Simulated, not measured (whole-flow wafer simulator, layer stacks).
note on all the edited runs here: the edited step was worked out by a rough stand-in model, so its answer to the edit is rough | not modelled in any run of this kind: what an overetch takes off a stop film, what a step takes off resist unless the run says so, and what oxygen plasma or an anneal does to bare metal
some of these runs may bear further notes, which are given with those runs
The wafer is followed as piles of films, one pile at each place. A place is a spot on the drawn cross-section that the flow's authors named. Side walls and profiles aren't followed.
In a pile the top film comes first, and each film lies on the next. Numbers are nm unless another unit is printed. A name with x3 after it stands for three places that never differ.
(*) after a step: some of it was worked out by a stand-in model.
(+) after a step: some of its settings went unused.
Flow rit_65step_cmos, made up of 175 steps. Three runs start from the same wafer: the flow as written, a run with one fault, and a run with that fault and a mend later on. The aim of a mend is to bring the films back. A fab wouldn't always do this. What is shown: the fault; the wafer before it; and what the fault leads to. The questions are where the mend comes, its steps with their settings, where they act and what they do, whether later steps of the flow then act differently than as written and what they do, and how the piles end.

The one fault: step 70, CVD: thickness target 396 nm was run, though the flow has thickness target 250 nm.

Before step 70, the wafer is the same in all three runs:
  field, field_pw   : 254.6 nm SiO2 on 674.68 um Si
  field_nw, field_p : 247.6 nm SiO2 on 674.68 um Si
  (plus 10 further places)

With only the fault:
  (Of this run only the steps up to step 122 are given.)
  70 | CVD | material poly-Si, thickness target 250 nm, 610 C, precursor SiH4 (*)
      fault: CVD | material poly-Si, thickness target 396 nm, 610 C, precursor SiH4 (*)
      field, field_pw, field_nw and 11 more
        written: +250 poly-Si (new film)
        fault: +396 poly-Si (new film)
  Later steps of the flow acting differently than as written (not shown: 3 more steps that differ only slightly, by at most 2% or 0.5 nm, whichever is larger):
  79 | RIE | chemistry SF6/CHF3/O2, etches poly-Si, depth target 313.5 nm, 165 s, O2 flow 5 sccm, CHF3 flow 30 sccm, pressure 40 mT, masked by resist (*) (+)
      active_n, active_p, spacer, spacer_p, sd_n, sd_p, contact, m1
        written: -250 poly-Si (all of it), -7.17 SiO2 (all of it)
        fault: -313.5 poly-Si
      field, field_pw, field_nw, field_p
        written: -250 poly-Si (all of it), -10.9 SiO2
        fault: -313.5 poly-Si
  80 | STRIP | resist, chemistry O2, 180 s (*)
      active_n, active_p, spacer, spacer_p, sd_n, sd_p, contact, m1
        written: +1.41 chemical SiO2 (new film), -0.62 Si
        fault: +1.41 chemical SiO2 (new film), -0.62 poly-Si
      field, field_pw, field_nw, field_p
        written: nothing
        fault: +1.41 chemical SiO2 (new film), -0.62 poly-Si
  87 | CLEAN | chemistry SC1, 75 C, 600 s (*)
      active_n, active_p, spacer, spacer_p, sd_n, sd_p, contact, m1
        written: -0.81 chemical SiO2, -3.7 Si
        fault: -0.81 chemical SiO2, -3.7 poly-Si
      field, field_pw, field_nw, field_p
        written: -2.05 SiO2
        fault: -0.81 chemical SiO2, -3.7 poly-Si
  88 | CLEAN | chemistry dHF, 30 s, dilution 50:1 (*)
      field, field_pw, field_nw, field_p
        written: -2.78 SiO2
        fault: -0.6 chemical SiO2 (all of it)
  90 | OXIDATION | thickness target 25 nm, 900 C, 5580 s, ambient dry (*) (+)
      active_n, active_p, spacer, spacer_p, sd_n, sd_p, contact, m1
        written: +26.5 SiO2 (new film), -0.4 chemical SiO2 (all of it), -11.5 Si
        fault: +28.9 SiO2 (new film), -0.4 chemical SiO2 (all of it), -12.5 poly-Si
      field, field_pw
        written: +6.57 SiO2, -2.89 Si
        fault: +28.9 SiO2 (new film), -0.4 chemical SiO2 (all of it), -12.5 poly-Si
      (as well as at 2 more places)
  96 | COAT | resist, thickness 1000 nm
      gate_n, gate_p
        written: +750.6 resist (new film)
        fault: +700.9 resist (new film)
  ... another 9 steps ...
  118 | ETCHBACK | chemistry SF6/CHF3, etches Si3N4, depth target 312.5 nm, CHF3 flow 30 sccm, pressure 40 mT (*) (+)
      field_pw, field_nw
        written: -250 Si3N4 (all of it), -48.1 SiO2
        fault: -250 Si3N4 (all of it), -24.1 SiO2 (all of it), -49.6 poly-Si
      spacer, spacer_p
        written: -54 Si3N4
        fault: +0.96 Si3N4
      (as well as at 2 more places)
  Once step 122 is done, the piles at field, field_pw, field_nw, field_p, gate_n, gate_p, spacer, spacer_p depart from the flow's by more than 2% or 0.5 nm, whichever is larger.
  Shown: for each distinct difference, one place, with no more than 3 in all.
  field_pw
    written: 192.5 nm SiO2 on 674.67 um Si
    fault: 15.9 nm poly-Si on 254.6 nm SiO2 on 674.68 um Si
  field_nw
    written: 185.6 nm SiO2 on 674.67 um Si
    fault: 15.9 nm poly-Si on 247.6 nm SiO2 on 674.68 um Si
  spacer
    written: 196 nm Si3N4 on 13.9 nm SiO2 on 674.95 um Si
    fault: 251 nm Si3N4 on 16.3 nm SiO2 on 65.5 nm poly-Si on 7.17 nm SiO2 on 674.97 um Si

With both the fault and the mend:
  The mend follows step 71.
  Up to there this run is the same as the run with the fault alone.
  71a | ETCH | chemistry tmah, depth target 146 nm
      field, field_pw, field_nw and 11 more
        -146 poly-Si
  Every later step of the flow that is run acts as written at every place that is followed.
  By the end, the piles equal the flow's at every place that both follow.
